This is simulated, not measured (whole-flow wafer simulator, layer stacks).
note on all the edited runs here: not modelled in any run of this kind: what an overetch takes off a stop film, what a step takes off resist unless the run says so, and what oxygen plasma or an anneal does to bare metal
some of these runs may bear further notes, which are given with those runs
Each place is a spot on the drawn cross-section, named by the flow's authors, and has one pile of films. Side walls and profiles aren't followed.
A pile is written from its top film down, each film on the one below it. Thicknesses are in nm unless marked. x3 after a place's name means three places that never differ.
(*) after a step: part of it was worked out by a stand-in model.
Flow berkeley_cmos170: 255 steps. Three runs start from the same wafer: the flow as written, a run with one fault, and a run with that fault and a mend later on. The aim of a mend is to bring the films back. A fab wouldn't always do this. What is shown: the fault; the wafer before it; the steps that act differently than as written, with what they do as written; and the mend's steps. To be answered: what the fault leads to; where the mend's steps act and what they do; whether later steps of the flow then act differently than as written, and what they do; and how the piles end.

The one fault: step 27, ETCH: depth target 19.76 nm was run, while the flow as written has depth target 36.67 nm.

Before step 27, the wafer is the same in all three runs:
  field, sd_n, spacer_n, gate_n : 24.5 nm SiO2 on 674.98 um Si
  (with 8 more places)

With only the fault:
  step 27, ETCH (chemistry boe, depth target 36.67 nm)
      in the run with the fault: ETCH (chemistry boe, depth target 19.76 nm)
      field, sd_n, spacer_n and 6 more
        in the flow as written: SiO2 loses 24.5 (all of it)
        in the run with the fault: SiO2 loses 19.8
  Later steps of the flow acting differently than as written (42 more steps, not shown, differ only slightly: by at most 2% or 0.5 nm, whichever is larger):
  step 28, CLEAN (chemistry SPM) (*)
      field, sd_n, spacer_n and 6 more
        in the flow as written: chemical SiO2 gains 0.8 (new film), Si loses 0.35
        in the run with the fault: nothing
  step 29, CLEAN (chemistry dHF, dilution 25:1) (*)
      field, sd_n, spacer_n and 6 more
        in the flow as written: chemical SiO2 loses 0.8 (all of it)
        in the run with the fault: SiO2 loses 4.69 (all of it)
  The piles end only slightly different from the flow's at the places that both follow, by no more than 2% or 0.5 nm, whichever is larger.

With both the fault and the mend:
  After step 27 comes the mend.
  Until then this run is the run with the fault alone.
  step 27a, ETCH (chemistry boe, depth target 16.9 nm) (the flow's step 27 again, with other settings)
      field, sd_n, spacer_n and 6 more
        SiO2 loses 4.69 (all of it)
  Every later step of the flow that is run acts as written at every place that is followed.
  The piles end the same as the flow's at every place that both follow.
